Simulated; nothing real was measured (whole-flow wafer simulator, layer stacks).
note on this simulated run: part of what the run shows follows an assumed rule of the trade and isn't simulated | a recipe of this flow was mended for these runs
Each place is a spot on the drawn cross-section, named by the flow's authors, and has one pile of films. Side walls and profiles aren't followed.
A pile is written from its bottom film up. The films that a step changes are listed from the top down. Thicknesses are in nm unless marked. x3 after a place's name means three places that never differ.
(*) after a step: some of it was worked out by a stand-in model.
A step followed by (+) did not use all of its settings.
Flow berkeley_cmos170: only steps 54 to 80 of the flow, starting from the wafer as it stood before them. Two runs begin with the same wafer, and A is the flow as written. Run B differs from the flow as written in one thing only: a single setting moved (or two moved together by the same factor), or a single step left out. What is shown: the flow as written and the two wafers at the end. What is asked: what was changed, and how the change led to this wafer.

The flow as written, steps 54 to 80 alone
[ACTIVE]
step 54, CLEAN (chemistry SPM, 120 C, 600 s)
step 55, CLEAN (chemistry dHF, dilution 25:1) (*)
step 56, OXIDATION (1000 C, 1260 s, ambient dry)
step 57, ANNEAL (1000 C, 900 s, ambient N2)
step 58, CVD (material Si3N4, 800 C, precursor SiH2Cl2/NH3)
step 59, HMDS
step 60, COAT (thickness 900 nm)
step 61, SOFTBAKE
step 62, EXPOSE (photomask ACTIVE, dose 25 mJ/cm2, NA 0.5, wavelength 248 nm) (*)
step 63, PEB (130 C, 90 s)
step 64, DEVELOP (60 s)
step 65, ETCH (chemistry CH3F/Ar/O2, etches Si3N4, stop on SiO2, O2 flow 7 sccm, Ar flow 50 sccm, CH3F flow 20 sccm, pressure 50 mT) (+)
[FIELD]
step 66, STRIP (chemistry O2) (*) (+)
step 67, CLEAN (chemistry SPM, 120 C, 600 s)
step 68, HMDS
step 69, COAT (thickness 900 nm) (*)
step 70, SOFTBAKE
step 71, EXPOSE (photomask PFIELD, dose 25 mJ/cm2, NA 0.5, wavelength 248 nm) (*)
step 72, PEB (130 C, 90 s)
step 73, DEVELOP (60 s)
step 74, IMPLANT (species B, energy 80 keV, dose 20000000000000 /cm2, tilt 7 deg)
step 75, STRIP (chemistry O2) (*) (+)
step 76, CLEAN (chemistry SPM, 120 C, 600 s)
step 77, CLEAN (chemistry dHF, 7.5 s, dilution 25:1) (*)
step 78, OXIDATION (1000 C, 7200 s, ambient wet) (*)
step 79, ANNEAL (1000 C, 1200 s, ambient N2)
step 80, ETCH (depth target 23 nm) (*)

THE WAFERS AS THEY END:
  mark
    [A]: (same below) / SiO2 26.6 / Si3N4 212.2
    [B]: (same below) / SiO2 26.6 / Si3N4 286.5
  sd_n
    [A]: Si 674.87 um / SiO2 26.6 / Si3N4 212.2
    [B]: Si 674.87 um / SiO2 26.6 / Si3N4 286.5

Cause: step 58, CVD: 835 C was run, while the flow as written has 800 C.

The path from the change to this, step by step:
  step 58, CVD (material Si3N4, 800 C, precursor SiH2Cl2/NH3)
      field, mark, sd_n and 10 more: A Si3N4 gains 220 (new film) | B Si3N4 gains 294.3 (new film)
  step 65, ETCH (chemistry CH3F/Ar/O2, etches Si3N4, stop on SiO2, O2 flow 7 sccm, Ar flow 50 sccm, CH3F flow 20 sccm, pressure 50 mT) (+)
      mark, sd_n, spacer_n and 9 more: A KrF-resist loses 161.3 | B KrF-resist loses 210.9
      field: A Si3N4 loses 220 (all of it), SiO2 loses 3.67 | B Si3N4 loses 294.3 (all of it), SiO2 loses 3.67
  step 66, STRIP (chemistry O2) (*) (+)
      mark, sd_n, spacer_n and 9 more: A KrF-resist loses 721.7 (all of it) | B KrF-resist loses 672.2 (all of it)
  step 69, COAT (thickness 900 nm) (*)
      field: A KrF-resist gains 957.2 (new film) | B KrF-resist gains 977.2 (new film)
      sd_n: A KrF-resist gains 784.1 (new film) | B KrF-resist gains 748.2 (new film)
      (as well as at 10 more places)
  step 73, DEVELOP (60 s)
      field: A KrF-resist loses 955 (all of it) | B KrF-resist loses 975 (all of it)
  step 75, STRIP (chemistry O2) (*) (+)
      sd_n: A KrF-resist loses 767.4 (all of it) | B KrF-resist loses 731.6 (all of it)
      spacer_n: A KrF-resist loses 803.4 (all of it) | B KrF-resist loses 778.7 (all of it)
      (as well as at 9 more places)
  step 78, OXIDATION (1000 C, 7200 s, ambient wet) (*)
      sd_n, sd_p: A SiO2 gains 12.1 (new film), Si3N4 loses 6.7, SiO2 gains 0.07, Si loses 0.07 | B SiO2 gains 12.1 (new film), Si3N4 loses 6.7
